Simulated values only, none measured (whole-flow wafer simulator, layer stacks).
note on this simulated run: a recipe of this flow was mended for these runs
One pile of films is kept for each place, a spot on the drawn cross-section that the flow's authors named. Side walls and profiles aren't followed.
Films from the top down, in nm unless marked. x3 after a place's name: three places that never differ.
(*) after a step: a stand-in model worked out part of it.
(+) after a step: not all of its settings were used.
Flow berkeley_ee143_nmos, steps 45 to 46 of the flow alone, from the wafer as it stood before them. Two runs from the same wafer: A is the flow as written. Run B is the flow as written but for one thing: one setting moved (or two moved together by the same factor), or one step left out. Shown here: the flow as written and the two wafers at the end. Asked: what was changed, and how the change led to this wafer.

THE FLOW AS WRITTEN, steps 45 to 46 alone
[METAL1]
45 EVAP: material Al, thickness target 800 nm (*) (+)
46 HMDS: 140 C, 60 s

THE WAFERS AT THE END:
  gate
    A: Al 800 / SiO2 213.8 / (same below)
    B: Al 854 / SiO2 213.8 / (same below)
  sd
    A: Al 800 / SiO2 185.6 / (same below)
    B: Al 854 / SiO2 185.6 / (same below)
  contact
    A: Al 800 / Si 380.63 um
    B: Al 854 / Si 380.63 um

The cause: step 45, EVAP: thickness target 854 nm was run, where the flow has thickness target 800 nm.
It can be read off the wafer: gate has Al 854, and step 45 as written asks for 800 nm.

How the change led to this, step by step:
  45 EVAP: material Al, thickness target 800 nm (*) (+)
      gate, sd, contact, field: A Al +800 (new film) | B Al +854 (new film)
